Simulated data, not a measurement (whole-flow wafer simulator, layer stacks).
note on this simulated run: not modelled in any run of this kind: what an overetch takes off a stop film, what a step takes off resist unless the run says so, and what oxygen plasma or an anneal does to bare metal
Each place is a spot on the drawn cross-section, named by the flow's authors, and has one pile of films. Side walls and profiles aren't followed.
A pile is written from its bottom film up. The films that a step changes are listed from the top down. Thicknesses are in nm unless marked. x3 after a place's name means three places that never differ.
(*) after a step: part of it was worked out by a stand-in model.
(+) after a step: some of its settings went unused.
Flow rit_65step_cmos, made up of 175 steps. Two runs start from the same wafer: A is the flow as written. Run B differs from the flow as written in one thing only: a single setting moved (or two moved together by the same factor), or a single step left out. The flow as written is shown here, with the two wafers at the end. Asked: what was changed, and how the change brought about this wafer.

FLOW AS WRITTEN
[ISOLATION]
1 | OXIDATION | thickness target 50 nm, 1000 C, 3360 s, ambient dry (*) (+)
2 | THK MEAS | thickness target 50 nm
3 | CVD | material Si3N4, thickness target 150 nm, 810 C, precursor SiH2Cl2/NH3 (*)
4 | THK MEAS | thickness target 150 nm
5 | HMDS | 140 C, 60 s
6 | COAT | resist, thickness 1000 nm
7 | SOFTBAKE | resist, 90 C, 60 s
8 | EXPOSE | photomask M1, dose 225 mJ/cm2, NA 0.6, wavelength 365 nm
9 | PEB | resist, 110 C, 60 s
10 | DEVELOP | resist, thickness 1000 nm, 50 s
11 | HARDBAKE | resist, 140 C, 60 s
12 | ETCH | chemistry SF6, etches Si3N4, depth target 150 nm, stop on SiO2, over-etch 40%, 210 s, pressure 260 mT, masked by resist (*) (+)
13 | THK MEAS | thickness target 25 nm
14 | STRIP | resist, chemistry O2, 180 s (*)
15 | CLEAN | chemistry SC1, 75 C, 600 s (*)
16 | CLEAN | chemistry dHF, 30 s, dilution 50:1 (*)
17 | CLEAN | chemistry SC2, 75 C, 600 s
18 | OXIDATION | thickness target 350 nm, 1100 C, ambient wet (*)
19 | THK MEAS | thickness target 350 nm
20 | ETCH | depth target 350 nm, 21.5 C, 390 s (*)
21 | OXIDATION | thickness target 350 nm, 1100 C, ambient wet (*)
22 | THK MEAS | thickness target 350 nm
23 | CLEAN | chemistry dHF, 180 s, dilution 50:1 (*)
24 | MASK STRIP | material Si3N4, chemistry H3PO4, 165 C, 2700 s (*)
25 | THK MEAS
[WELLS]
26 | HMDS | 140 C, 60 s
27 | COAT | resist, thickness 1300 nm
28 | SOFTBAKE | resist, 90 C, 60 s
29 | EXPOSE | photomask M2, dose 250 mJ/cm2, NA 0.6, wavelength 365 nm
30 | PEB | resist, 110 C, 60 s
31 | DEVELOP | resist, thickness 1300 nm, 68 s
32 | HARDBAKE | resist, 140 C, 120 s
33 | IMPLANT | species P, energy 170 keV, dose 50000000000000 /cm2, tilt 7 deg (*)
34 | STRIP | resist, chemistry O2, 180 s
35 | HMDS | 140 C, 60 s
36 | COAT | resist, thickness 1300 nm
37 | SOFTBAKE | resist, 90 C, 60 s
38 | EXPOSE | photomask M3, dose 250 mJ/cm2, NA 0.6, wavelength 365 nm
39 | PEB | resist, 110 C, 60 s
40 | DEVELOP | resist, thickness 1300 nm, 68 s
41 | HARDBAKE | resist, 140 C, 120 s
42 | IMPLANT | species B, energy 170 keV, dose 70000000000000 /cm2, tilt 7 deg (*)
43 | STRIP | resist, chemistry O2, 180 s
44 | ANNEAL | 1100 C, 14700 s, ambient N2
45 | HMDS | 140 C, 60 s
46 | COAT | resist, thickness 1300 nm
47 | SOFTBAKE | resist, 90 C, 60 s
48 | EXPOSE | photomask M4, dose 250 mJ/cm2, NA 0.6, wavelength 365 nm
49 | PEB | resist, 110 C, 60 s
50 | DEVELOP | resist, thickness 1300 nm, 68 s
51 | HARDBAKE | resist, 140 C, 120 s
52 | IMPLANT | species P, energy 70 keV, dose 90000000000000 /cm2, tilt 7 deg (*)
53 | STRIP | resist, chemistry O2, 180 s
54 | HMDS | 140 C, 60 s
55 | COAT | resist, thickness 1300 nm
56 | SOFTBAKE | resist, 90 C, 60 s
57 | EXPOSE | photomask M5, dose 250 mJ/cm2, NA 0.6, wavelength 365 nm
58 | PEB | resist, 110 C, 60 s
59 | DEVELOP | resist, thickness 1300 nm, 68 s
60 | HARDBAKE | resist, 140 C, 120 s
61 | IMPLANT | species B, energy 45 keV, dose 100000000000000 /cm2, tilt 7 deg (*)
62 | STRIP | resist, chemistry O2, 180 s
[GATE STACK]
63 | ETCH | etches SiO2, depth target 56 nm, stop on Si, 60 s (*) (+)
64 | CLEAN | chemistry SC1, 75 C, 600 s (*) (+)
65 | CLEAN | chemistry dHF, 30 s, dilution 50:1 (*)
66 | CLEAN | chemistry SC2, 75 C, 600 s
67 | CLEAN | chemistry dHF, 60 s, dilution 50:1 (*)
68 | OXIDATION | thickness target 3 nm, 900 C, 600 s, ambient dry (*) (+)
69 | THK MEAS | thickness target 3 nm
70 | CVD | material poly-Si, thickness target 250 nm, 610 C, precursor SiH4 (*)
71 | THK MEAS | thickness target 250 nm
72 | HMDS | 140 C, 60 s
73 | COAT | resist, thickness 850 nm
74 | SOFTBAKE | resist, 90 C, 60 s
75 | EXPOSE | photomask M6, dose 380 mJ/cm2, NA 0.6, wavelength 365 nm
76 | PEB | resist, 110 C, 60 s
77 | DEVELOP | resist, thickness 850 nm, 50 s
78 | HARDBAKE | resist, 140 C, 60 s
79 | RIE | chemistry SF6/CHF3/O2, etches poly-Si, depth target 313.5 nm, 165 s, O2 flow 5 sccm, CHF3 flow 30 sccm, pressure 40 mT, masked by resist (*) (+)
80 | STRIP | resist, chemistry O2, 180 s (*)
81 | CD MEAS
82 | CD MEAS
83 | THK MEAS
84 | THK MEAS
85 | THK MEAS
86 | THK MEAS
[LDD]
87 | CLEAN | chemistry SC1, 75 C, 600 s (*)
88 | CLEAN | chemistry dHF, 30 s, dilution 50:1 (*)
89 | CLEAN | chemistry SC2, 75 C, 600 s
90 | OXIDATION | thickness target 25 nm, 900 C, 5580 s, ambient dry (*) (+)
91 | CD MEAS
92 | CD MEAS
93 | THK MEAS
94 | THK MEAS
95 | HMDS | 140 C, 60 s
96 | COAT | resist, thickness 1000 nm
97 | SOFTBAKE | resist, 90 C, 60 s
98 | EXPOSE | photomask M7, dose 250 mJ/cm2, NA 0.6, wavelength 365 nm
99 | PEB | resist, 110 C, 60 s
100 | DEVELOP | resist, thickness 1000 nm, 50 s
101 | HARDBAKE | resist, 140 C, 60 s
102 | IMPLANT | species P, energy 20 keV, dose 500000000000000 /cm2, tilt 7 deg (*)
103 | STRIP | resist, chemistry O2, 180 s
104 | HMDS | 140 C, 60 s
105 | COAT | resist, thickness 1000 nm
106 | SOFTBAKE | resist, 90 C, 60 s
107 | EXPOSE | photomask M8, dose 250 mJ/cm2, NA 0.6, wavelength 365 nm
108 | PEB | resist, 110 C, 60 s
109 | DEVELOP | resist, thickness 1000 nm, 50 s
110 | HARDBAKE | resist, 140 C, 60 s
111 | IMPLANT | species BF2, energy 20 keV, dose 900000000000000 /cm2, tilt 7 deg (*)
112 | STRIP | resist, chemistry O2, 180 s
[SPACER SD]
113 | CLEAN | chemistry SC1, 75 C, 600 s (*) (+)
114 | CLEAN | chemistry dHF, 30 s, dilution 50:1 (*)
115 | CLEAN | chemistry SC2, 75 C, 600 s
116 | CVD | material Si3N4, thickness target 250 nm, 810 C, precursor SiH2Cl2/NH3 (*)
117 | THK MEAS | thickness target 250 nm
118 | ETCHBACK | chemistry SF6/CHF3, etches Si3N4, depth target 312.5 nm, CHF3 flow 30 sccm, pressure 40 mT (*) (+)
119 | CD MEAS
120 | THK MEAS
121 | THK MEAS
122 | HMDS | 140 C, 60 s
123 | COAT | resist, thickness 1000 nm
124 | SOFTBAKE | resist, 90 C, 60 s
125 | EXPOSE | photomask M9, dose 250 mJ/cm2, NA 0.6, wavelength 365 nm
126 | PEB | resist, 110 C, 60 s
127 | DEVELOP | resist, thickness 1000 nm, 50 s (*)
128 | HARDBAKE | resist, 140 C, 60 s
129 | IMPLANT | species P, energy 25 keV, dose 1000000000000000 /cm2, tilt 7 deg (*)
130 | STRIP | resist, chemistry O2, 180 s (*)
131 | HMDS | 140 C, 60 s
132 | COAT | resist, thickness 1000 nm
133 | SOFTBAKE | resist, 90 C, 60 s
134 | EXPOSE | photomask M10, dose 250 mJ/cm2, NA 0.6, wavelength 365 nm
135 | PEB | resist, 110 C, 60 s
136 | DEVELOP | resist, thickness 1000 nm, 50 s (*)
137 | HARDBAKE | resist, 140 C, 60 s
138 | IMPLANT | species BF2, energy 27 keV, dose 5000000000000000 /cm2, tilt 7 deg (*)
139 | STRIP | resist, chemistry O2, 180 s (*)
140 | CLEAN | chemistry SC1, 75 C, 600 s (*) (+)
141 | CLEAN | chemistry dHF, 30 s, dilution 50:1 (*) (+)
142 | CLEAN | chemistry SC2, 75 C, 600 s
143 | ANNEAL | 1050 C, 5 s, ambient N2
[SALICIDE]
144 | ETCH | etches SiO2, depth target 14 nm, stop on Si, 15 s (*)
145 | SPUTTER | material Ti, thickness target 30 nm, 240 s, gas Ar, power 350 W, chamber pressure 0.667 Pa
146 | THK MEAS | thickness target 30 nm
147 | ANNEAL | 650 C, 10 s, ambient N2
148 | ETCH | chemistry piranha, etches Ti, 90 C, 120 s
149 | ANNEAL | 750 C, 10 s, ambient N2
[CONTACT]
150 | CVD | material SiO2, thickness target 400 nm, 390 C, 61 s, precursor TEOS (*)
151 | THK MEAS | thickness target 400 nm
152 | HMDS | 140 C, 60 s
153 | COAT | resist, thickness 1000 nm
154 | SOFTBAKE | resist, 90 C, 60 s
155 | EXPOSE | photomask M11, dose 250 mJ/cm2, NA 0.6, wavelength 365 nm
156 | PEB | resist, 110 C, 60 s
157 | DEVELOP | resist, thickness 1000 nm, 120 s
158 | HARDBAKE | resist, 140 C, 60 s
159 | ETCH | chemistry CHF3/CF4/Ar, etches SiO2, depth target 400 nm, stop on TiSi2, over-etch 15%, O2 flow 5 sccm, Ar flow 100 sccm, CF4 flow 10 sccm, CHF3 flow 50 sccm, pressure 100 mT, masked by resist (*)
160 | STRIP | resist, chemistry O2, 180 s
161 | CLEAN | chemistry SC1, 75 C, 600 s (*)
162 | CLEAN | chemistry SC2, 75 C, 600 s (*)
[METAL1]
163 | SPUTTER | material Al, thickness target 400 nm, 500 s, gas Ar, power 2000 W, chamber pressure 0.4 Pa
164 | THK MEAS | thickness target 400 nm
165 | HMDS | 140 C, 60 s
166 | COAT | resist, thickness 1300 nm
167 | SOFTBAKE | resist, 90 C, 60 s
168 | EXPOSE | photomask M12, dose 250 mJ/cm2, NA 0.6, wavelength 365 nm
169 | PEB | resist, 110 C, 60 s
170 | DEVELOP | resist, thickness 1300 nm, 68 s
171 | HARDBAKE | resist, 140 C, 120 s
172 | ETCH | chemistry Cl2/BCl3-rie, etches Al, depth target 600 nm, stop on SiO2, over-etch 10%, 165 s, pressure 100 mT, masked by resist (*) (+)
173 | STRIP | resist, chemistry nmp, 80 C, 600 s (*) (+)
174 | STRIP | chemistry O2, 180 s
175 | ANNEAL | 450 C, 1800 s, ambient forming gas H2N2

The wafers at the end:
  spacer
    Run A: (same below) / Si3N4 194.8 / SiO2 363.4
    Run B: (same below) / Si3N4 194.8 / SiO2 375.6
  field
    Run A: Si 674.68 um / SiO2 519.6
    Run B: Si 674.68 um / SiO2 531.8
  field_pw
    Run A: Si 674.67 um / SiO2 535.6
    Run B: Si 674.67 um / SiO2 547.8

The reason: step 163, SPUTTER: 622 s was run, though the flow has 500 s.

How this came from the change, step by step:
  163 | SPUTTER | material Al, thickness target 400 nm, 500 s, gas Ar, power 2000 W, chamber pressure 0.4 Pa
      field, field_pw, field_p, spacer, spacer_p: A +400 Al (new film) | B +497.6 Al (new film)
      gate_n, gate_p: A +396 Al (new film) | B +485.5 Al (new film)
      (and at 1 other place as well)
  172 | ETCH | chemistry Cl2/BCl3-rie, etches Al, depth target 600 nm, stop on SiO2, over-etch 10%, 165 s, pressure 100 mT, masked by resist (*) (+)
      field, field_pw, field_p, spacer, spacer_p: A -400 Al (all of it), -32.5 SiO2 | B -497.6 Al (all of it), -20.3 SiO2
      gate_n, gate_p: A -396 Al (all of it), -33 SiO2 | B -485.5 Al (all of it), -21.8 SiO2
      (and at 1 other place as well)
